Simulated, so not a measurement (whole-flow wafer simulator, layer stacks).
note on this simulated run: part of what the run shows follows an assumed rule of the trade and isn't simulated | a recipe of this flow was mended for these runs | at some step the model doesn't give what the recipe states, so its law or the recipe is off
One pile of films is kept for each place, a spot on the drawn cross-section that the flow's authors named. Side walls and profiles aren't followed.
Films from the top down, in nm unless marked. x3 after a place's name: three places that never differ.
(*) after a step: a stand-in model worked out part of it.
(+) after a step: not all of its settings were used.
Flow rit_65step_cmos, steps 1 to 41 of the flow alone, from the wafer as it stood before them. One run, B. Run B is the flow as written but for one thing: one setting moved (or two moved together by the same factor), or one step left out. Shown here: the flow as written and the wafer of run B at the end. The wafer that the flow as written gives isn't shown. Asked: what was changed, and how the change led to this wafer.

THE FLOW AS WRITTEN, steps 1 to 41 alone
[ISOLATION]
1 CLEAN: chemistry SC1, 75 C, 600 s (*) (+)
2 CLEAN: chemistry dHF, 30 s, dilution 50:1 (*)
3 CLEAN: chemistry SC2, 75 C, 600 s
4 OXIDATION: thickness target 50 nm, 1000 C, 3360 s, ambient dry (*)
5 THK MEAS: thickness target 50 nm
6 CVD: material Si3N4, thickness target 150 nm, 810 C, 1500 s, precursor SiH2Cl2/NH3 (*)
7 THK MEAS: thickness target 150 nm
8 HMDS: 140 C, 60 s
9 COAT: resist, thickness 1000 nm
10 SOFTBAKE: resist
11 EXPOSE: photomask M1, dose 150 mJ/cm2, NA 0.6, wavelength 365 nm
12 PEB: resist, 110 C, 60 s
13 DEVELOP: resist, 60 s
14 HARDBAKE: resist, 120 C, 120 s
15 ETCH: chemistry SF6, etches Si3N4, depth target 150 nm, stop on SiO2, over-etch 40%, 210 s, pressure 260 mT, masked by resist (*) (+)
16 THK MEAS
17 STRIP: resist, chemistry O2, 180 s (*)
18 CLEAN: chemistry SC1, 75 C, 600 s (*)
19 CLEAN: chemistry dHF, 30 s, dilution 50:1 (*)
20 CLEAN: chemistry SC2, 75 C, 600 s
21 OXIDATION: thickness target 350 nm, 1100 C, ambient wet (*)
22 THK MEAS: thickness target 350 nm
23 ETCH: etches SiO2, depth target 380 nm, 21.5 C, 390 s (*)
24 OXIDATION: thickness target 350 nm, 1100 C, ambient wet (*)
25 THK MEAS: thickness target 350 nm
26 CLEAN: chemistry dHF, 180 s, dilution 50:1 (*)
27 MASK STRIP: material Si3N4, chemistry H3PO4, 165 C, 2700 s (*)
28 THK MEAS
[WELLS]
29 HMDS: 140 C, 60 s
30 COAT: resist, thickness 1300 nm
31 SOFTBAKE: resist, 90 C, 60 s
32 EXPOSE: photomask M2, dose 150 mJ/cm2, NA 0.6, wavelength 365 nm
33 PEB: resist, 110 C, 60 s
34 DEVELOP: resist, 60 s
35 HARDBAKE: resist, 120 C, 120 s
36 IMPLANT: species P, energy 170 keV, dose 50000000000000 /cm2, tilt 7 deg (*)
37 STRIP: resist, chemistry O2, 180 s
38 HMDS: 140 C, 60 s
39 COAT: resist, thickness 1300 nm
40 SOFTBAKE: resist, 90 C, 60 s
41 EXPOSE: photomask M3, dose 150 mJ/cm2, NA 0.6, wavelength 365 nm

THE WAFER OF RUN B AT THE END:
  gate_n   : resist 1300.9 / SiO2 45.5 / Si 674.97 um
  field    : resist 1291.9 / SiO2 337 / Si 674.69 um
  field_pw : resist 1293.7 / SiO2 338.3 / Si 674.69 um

The cause: step 23, ETCH: depth target 296 nm was run, where the flow has depth target 380 nm; step 23, ETCH: 304 s was run, where the flow has 390 s.

How the change led to this, step by step:
  23 ETCH: etches SiO2, depth target 380 nm, 21.5 C, 390 s (*)
      field, field_p: SiO2 -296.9 (as written it would be: SiO2 -351.3 (all of it), Si -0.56)
      field_pw, field_nw: SiO2 -296.9 (as written it would be: SiO2 -355.4 (all of it), Si -0.49)
      (and at 10 more places)
  24 OXIDATION: thickness target 350 nm, 1100 C, ambient wet (*)
      field, field_p: SiO2 +310, Si -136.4 (as written it would be: SiO2 +350 (new film), Si -154)
      field_pw, field_nw: SiO2 +307.2, Si -135.2 (as written it would be: SiO2 +350 (new film), Si -154)
